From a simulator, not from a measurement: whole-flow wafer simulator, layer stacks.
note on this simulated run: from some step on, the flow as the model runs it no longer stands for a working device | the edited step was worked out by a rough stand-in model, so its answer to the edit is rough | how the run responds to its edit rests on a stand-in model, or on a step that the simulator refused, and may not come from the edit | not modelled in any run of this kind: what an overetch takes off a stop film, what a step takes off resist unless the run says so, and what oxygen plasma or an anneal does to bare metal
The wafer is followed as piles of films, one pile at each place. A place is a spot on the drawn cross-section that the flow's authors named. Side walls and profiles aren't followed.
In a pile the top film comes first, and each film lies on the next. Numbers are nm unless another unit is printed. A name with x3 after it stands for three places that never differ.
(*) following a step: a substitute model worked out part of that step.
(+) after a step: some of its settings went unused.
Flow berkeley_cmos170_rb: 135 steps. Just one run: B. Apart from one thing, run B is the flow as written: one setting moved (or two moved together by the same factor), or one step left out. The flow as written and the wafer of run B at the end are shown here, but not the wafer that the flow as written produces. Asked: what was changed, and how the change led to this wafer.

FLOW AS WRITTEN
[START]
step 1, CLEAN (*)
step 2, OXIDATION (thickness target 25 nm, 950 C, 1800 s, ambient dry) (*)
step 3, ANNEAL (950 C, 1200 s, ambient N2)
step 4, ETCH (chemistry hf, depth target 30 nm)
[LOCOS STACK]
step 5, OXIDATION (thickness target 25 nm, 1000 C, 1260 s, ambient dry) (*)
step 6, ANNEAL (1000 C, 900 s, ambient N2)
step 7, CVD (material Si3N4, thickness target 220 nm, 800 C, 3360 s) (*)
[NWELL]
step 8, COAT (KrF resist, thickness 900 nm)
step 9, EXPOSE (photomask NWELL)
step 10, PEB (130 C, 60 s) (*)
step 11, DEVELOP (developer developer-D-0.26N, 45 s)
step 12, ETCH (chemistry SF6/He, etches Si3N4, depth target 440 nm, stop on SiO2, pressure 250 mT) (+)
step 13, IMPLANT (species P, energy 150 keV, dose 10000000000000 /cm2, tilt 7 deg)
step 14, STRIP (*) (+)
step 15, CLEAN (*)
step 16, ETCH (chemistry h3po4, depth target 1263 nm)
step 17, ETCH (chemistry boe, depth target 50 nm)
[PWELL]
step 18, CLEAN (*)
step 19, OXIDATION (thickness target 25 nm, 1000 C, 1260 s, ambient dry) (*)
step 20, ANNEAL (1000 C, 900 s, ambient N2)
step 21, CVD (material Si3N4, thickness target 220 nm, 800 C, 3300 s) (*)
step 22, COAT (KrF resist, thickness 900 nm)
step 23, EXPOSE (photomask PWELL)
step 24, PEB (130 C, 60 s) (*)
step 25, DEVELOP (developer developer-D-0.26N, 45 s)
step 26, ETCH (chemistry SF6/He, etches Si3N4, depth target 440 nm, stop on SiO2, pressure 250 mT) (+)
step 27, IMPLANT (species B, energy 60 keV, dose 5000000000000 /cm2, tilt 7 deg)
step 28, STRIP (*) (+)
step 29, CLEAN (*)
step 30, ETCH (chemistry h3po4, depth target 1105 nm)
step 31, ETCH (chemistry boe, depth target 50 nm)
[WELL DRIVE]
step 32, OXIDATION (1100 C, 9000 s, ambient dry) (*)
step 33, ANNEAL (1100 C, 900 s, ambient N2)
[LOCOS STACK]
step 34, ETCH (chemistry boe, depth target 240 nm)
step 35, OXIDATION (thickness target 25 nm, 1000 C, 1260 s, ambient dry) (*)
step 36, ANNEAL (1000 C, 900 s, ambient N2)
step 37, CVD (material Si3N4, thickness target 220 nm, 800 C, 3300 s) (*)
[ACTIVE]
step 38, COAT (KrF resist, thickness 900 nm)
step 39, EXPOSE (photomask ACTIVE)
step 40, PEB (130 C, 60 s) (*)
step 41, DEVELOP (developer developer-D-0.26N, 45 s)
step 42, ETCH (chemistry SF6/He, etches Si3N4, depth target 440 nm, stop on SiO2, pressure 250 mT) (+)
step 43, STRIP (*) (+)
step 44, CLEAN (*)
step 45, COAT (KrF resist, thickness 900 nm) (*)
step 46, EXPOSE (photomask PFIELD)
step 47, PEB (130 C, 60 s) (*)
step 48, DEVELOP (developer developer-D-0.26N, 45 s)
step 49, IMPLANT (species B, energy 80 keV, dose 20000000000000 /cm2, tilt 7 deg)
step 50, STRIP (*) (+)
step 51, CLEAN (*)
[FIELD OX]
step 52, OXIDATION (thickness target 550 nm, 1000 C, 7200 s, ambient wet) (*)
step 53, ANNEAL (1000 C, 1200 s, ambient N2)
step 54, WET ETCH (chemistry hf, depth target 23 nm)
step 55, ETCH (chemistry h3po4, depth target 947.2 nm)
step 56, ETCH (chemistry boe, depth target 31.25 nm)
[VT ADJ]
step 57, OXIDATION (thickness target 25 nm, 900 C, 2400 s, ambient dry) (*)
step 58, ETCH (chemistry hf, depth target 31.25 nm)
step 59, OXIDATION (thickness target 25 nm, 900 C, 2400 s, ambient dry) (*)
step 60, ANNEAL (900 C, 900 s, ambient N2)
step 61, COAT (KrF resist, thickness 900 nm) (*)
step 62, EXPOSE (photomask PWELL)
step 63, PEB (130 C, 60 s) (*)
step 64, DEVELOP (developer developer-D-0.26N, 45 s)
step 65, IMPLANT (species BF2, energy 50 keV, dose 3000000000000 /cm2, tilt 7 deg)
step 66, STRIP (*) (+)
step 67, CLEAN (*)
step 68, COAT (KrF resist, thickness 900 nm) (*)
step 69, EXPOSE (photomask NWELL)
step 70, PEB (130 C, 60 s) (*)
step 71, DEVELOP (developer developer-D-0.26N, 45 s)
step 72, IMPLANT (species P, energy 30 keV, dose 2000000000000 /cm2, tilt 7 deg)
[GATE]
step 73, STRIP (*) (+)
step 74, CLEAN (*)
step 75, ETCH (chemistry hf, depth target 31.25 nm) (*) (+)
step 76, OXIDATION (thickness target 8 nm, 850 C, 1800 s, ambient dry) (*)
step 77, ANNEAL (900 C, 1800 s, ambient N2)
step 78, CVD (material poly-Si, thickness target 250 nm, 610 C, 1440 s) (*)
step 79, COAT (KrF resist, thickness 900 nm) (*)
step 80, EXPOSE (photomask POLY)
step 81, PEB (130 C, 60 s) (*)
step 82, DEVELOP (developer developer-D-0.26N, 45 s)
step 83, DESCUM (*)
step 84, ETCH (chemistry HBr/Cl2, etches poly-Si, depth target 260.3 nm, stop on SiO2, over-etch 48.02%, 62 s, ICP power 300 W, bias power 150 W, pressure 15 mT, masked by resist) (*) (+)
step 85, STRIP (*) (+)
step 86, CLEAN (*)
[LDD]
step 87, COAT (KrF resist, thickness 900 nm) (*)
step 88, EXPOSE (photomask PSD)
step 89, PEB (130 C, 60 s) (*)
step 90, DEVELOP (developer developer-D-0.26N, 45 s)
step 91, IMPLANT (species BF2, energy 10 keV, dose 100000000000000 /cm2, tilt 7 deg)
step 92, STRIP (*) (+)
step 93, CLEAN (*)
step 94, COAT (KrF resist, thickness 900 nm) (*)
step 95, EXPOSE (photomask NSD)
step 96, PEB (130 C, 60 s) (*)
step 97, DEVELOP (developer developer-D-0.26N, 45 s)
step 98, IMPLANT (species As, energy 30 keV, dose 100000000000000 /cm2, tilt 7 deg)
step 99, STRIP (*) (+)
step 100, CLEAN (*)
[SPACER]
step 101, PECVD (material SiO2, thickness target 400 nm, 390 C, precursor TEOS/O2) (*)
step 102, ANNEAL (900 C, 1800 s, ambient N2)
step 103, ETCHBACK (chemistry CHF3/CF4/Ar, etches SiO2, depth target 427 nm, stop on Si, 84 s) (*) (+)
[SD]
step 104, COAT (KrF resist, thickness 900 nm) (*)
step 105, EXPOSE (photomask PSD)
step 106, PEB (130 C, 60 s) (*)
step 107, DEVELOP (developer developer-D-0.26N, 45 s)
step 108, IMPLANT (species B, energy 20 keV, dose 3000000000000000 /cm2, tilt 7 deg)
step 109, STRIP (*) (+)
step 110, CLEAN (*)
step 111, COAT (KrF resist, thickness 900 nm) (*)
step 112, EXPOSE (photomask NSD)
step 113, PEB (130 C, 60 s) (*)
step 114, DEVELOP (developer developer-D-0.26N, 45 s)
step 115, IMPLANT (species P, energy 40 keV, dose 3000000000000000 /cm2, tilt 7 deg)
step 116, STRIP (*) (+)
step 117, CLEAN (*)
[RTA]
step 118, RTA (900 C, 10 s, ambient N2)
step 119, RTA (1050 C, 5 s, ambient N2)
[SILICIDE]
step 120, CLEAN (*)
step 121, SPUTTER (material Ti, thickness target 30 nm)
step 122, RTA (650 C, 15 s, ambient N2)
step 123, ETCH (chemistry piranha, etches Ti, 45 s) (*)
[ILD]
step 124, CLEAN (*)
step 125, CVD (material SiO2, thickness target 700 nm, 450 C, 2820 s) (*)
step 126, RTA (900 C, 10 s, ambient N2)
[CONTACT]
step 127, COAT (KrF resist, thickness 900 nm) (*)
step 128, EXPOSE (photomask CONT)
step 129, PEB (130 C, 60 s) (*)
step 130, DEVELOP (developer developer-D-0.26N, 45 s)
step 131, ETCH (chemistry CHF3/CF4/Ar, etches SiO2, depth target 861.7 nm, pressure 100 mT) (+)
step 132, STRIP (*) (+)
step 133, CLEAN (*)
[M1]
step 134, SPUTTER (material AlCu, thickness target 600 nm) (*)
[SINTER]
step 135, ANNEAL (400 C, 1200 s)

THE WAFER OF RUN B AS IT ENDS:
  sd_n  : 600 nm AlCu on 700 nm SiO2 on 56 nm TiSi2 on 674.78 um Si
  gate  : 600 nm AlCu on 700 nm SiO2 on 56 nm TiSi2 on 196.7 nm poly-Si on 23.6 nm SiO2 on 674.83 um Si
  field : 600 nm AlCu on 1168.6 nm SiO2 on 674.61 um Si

The reason: step 57, OXIDATION: 1080 C was run, whereas the flow has 900 C.

Step by step, how the change led to this:
  step 57, OXIDATION (thickness target 25 nm, 900 C, 2400 s, ambient dry) (*)
      sd_n, spacer_n, gate, sd_p, spacer_p, gate_p, contact, m1: +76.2 SiO2 (new film), -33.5 Si (in the flow as written it would be: +15 SiO2 (new film), -6.62 Si)
      field: +11.8 SiO2, -5.2 Si (in the flow as written it would be: +1.48 SiO2, -0.65 Si)
  step 58, ETCH (chemistry hf, depth target 31.25 nm)
      sd_n, spacer_n, gate, sd_p, spacer_p, gate_p, contact, m1: -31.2 SiO2 (in the flow as written it would be: -15 SiO2 (all of it))
  step 59, OXIDATION (thickness target 25 nm, 900 C, 2400 s, ambient dry) (*)
      sd_n, spacer_n, gate, sd_p, spacer_p, gate_p, contact, m1: +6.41 SiO2, -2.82 Si (in the flow as written it would be: +15 SiO2 (new film), -6.62 Si)
  step 75, ETCH (chemistry hf, depth target 31.25 nm) (*) (+)
      sd_n, spacer_n, gate, sd_p, spacer_p, gate_p, contact, m1: -31.2 SiO2 (in the flow as written it would be: -15 SiO2 (all of it))
  step 76, OXIDATION (thickness target 8 nm, 850 C, 1800 s, ambient dry) (*)
      sd_n, spacer_n, gate, sd_p, spacer_p, gate_p, contact, m1: +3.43 SiO2, -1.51 Si (in the flow as written it would be: +7.53 SiO2 (new film), -3.31 Si)
  step 103, ETCHBACK (chemistry CHF3/CF4/Ar, etches SiO2, depth target 427 nm, stop on Si, 84 s) (*) (+)
      sd_n, contact, m1: -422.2 SiO2 (all of it) (in the flow as written it would be: -406.1 SiO2 (all of it))
      sd_p: -402.2 SiO2 (all of it) (in the flow as written it would be: -388.4 SiO2 (all of it))
  step 104, COAT (KrF resist, thickness 900 nm) (*)
      sd_n: +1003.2 KrF resist (new film) (in the flow as written it would be: +982.1 KrF resist (new film))
  step 109, STRIP (*) (+)
      sd_n: -989 KrF resist (all of it) (in the flow as written it would be: -967.9 KrF resist (all of it))
  step 111, COAT (KrF resist, thickness 900 nm) (*)
      sd_n: +1003.2 KrF resist (new film) (in the flow as written it would be: +982.1 KrF resist (new film))
  step 114, DEVELOP (developer developer-D-0.26N, 45 s)
      sd_n: -1003.2 KrF resist (all of it) (in the flow as written it would be: -982.1 KrF resist (all of it))
  step 116, STRIP (*) (+)
      sd_p: -996.5 KrF resist (all of it) (in the flow as written it would be: -976.5 KrF resist (all of it))
  step 121, SPUTTER (material Ti, thickness target 30 nm)
      sd_p: +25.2 Ti (new film) (in the flow as written it would be: +27.1 Ti (new film))
  step 122, RTA (650 C, 15 s, ambient N2)
      sd_p: -19.7 Ti, +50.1 TiSi2 C49 (new film), -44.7 Si (in the flow as written it would be: -21.1 Ti, +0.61 TiSi first (new film), +52.9 TiSi2 C49 (new film), -47.6 Si)
  step 126, RTA (900 C, 10 s, ambient N2)
      sd_p: under 1 film: +47.2 TiSi2 (new film), -50.1 TiSi2 C49 (all of it) (in the flow as written it would be: under 1 film: +50.7 TiSi2 (new film), -0.61 TiSi first (all of it), -52.9 TiSi2 C49 (all of it), -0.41 Si)
  step 132, STRIP (*) (+)
      sd_p: -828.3 KrF resist (all of it) (in the flow as written it would be: -810.2 KrF resist (all of it))
  step 134, SPUTTER (material AlCu, thickness target 600 nm) (*)
      sd_p: +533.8 AlCu (new film) (in the flow as written it would be: +545.9 AlCu (new film))
